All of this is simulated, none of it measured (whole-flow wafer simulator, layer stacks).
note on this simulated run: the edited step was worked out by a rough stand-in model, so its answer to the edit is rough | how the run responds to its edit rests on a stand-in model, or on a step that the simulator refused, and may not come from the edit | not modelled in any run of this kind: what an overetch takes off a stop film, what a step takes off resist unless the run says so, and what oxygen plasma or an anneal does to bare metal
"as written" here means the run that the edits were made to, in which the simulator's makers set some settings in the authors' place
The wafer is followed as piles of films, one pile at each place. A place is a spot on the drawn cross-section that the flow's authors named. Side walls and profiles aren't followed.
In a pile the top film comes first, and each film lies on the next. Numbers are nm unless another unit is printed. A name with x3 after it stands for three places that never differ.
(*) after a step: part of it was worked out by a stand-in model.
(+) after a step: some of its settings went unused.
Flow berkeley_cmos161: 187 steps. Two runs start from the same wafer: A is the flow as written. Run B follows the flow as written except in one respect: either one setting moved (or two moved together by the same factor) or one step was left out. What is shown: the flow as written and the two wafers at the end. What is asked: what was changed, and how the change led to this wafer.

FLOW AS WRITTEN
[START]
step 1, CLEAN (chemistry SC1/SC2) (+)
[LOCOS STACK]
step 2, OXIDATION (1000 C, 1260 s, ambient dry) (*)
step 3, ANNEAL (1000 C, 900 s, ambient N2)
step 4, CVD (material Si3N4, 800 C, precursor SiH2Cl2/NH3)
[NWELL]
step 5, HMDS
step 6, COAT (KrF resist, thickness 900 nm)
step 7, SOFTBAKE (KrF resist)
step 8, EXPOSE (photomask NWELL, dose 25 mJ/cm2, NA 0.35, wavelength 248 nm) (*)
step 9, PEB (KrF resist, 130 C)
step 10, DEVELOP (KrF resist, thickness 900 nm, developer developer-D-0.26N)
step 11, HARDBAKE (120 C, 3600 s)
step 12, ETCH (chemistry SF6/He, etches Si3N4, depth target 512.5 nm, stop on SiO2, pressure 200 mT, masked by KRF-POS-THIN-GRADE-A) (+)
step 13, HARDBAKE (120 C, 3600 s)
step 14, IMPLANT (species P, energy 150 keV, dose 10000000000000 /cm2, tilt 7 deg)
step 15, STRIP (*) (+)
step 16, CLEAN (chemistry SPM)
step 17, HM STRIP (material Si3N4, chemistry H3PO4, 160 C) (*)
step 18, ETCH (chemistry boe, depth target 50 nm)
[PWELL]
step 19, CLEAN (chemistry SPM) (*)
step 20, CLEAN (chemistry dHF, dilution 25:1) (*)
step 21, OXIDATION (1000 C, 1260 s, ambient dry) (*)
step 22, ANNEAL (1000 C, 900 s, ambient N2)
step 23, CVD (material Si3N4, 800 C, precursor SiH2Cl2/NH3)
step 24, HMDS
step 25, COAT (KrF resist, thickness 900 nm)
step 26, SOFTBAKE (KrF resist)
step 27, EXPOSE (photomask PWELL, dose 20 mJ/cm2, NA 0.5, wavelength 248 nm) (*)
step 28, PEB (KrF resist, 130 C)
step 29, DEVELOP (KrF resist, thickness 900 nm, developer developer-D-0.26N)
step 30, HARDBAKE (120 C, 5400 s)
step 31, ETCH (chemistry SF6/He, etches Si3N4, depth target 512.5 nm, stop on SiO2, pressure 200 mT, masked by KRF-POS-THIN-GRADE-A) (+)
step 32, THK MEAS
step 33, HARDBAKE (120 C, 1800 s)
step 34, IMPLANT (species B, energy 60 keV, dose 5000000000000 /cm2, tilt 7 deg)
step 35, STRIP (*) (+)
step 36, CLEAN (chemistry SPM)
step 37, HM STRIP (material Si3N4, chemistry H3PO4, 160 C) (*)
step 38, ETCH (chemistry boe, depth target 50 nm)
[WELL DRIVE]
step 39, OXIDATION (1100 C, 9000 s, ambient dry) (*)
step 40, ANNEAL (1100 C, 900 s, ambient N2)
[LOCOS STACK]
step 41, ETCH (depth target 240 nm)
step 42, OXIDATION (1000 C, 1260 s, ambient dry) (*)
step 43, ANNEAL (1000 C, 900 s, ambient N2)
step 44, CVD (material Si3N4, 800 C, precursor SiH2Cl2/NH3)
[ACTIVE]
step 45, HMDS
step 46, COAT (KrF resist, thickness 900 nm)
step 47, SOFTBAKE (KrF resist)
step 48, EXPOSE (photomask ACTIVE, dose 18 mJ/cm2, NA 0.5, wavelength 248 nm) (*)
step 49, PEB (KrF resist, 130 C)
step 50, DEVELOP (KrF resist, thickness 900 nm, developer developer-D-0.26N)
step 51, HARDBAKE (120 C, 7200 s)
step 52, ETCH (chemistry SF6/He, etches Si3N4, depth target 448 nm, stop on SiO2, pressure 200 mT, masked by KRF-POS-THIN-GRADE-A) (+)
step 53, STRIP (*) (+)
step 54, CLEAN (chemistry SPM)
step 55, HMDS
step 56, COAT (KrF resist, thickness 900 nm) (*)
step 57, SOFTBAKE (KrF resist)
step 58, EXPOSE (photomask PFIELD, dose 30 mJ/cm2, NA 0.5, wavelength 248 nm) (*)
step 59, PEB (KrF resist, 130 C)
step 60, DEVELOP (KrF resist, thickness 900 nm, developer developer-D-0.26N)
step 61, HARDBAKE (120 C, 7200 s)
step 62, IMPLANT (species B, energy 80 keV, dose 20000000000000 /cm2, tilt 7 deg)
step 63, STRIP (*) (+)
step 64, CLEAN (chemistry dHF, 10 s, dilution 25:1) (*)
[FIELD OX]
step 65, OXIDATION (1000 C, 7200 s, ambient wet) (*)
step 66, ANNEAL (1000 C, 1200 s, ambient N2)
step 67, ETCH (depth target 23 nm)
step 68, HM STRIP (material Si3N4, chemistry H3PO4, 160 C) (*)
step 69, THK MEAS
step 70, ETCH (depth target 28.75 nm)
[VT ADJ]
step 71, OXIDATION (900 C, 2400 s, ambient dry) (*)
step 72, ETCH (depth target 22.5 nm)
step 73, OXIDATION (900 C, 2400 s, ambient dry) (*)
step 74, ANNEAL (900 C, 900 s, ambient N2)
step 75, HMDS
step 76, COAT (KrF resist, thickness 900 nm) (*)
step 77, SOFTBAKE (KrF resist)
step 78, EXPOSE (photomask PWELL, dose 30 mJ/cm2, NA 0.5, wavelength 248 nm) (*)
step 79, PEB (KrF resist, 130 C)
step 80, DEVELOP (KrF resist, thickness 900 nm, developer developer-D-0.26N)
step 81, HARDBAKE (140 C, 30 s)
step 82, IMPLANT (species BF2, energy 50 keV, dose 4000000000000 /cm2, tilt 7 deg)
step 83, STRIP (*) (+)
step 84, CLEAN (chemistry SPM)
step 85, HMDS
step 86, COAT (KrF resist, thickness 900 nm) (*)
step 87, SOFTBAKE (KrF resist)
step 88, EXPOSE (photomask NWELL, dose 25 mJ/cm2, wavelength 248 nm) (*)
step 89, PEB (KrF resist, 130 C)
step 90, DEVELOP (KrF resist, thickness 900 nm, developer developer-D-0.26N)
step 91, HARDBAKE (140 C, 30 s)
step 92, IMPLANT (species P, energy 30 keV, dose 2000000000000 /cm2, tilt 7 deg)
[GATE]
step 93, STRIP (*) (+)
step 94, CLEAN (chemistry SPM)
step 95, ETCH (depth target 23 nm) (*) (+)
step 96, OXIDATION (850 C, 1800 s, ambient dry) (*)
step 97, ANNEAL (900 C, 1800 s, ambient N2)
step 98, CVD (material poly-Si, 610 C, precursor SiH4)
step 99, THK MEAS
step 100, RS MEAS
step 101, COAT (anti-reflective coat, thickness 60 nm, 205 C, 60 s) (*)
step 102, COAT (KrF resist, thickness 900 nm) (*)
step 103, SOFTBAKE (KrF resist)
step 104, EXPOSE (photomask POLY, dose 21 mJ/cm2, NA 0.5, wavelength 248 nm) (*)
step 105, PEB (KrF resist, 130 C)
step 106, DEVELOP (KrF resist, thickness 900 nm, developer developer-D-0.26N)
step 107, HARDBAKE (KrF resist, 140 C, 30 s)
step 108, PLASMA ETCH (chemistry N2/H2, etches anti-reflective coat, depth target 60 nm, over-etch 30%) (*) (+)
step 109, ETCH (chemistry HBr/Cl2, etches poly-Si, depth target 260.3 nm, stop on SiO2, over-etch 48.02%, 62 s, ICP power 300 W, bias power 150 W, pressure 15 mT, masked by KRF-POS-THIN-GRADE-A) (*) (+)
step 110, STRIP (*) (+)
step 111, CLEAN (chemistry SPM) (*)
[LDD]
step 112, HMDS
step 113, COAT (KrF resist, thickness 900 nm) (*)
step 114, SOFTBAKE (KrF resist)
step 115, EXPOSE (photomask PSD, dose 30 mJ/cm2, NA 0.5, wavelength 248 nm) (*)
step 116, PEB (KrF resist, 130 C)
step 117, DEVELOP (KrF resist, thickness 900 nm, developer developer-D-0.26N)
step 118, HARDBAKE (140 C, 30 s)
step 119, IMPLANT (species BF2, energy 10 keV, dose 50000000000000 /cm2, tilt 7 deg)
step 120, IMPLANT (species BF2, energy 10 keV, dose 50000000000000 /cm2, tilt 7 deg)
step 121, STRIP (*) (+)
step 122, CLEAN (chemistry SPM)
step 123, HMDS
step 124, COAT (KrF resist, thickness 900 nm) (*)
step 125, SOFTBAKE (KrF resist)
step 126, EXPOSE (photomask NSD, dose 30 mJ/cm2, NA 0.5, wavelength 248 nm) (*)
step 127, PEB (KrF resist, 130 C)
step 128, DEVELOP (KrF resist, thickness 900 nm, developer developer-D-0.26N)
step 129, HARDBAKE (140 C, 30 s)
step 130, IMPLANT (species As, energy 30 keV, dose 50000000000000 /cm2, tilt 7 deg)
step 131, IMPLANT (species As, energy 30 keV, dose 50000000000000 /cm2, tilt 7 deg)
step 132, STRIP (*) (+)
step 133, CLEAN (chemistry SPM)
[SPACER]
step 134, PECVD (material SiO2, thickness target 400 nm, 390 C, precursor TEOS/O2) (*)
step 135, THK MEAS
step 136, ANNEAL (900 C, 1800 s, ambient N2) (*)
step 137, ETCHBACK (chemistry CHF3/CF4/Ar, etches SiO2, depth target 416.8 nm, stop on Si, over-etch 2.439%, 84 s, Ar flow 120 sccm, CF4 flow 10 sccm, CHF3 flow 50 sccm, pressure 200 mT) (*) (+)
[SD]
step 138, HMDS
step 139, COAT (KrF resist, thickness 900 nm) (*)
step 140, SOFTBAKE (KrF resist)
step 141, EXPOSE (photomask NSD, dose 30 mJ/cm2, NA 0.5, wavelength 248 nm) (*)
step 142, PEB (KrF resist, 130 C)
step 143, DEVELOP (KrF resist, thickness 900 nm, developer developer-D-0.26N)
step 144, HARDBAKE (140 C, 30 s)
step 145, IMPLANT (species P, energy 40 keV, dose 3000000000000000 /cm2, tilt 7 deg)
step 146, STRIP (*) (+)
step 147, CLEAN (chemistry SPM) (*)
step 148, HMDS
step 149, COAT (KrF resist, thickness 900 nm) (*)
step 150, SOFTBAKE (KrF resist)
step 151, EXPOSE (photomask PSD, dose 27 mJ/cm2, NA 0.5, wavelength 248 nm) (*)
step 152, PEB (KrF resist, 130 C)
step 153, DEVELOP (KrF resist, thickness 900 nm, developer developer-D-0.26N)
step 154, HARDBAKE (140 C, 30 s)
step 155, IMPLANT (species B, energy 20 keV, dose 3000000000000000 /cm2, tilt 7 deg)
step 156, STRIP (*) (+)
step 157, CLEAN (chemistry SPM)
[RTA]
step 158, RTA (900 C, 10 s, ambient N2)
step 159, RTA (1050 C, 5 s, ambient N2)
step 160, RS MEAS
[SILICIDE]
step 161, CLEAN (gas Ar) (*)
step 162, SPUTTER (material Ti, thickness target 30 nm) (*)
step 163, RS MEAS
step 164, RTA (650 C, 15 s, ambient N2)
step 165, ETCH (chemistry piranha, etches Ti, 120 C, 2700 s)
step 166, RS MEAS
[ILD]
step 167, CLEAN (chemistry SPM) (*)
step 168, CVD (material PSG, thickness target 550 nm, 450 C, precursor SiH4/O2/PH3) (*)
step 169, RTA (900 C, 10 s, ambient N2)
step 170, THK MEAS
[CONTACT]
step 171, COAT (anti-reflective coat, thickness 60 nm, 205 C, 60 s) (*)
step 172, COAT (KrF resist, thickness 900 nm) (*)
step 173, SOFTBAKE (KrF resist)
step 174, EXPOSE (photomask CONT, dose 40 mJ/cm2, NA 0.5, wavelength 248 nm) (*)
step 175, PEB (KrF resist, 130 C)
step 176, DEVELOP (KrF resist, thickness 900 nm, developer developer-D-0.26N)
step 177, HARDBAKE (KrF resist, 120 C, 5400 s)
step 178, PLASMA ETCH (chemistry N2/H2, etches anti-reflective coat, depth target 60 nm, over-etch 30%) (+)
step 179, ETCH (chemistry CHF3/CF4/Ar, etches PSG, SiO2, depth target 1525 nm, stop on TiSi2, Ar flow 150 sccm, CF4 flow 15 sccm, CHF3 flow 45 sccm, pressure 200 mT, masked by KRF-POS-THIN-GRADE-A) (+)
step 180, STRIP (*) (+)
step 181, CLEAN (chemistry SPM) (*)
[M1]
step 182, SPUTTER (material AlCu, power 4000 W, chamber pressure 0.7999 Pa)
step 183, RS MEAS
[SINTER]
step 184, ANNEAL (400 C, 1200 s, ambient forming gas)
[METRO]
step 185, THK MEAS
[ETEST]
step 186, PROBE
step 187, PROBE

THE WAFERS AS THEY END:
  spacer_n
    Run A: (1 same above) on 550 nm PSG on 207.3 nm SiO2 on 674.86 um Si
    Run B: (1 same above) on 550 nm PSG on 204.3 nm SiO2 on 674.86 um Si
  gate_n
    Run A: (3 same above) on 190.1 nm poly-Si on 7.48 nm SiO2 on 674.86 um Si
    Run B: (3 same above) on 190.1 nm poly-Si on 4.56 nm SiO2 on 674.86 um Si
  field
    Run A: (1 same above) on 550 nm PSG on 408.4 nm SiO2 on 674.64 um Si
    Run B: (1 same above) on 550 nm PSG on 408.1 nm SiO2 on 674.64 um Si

What caused this: step 96, OXIDATION: 720 s was run, whereas the flow has 1800 s.

Step by step, how the change led to this:
  step 96, OXIDATION (850 C, 1800 s, ambient dry) (*)
      sd_n, spacer_n, gate_n, sd_p, spacer_p, gate_p, contact, m1: A +7.48 SiO2 (new film), -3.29 Si | B +4.56 SiO2 (new film), -2.01 Si
